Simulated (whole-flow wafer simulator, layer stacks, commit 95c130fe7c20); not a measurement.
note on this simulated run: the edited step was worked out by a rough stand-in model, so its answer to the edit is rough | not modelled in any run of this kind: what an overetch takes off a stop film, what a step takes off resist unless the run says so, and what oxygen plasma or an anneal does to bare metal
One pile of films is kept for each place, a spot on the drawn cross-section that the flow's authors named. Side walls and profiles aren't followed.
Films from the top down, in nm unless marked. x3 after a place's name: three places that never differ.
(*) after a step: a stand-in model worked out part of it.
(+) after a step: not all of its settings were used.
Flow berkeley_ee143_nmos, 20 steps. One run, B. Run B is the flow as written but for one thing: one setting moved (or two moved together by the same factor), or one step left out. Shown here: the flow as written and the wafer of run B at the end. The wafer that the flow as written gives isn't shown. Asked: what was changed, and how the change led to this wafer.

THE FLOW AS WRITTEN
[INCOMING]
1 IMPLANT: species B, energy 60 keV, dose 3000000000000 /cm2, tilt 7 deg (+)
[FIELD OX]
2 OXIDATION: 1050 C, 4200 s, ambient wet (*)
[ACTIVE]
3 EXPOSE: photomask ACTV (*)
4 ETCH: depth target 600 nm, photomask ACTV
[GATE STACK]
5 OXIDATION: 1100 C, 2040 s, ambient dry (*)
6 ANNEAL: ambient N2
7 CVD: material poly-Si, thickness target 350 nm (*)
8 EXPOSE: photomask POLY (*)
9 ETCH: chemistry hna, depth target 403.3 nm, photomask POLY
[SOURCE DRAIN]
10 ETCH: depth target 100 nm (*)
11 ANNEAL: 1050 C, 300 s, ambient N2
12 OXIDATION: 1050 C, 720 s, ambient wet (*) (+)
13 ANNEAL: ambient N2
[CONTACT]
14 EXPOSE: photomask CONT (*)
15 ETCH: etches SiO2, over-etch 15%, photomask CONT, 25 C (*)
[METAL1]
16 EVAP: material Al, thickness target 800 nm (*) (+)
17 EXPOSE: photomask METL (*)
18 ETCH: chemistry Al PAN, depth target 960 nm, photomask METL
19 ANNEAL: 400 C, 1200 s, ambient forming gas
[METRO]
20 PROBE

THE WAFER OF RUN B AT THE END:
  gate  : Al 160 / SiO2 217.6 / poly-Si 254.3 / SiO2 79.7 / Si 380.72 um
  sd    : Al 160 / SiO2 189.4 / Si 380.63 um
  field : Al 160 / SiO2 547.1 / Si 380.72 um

The cause: step 16, EVAP: thickness target 1120 nm was run, where the flow has thickness target 800 nm.

How the change led to this, step by step:
  16 EVAP: material Al, thickness target 800 nm (*) (+)
      gate, sd, contact, field: Al +1120 (new film) (as written it would be: Al +800 (new film))
  18 ETCH: chemistry Al PAN, depth target 960 nm, photomask METL
      gate, sd, field: Al -960 (as written it would be: Al -800 (all of it))
Counting metal films that touch as one body, gate has 1 body; the flow as written gives 0 bodies.
Counting metal films that touch as one body, sd has 1 body; the flow as written gives 0 bodies.
Counting metal films that touch as one body, field has 1 body; the flow as written gives 0 bodies.
